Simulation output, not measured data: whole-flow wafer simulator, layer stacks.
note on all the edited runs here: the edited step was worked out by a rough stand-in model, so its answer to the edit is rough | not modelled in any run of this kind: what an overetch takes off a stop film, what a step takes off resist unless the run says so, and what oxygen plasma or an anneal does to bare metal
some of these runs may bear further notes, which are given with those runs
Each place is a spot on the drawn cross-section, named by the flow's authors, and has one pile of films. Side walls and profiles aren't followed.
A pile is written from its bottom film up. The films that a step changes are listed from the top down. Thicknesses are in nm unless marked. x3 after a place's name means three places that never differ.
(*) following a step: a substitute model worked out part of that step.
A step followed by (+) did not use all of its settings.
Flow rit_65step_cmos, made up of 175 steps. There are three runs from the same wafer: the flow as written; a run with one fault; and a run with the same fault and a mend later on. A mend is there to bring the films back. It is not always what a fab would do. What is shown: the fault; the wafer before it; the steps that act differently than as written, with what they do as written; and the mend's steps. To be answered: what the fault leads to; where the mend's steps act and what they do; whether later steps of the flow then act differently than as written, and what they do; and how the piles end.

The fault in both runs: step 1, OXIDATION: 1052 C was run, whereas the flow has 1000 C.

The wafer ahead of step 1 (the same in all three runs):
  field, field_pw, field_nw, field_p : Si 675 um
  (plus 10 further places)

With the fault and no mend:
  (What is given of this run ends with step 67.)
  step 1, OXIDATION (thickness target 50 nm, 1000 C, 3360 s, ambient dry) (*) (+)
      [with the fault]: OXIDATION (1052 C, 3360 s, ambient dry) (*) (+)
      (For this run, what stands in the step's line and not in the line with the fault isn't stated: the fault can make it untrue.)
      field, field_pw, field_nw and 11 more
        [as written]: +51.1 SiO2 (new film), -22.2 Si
        [with the fault]: +81.3 SiO2 (new film), -35.5 Si
  Later steps of the flow acting differently than as written (21 more steps, not shown, differ only slightly: by at most 2% or 0.5 nm, whichever is larger):
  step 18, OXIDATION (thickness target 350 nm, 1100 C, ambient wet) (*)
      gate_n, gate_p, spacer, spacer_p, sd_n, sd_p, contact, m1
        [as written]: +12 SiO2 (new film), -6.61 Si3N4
        [with the fault]: +12 SiO2 (new film), -6.61 Si3N4, +0.08 SiO2
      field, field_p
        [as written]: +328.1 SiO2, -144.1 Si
        [with the fault]: +307.1 SiO2, -134.9 Si
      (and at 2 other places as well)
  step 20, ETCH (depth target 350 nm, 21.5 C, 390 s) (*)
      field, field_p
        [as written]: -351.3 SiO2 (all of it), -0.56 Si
        [with the fault]: -360.6 SiO2 (all of it), -0.39 Si
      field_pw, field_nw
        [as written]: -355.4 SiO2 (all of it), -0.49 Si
        [with the fault]: -364.1 SiO2 (all of it), -0.32 Si
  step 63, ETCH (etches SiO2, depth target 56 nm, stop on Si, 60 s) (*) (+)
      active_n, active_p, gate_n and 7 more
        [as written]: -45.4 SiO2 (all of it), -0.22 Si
        [with the fault]: -56 SiO2
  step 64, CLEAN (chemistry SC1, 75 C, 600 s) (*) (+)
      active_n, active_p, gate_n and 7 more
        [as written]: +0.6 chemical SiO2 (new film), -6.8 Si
        [with the fault]: -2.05 SiO2
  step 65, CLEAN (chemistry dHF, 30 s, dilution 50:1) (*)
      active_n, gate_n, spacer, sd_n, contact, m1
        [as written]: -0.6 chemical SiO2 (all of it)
        [with the fault]: -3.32 SiO2
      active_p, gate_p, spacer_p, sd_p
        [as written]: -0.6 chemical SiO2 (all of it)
        [with the fault]: -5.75 SiO2
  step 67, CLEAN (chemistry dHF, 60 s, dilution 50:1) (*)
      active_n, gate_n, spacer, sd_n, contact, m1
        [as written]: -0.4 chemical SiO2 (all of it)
        [with the fault]: -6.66 SiO2
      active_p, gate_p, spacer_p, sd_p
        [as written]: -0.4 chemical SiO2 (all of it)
        [with the fault]: -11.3 SiO2
  Once step 67 is done, the piles at active_n, active_p, gate_n and 7 more depart from the flow's by more than 2% or 0.5 nm, whichever is larger.
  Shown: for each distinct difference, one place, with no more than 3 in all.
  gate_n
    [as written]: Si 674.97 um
    [with the fault]: Si 674.96 um / SiO2 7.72
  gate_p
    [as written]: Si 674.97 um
    [with the fault]: Si 674.96 um / SiO2 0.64
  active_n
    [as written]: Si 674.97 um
    [with the fault]: Si 674.96 um / SiO2 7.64

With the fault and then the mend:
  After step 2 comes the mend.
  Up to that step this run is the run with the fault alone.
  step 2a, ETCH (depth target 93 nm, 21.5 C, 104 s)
      field, field_pw, field_nw and 11 more
        -81.3 SiO2 (all of it)
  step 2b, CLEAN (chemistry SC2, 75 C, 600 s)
      field, field_pw, field_nw and 11 more
        +0.4 chemical SiO2 (new film), -0.17 Si
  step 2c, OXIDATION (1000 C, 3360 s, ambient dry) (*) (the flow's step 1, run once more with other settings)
      field, field_pw, field_nw and 11 more
        +51 SiO2 (new film), -0.4 chemical SiO2 (all of it), -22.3 Si
  Later steps of the flow acting differently than as written (17 more steps, not shown, differ only slightly: by at most 2% or 0.5 nm, whichever is larger):
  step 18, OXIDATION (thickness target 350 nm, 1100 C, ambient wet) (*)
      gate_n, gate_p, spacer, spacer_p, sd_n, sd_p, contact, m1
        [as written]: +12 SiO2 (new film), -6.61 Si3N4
        [with the mend]: +12 SiO2 (new film), -6.61 Si3N4, +0.03 SiO2
  When the end is reached, the piles differ only a little from the flow's at the places that both follow, at most by 2% or 0.5 nm, whichever is larger.
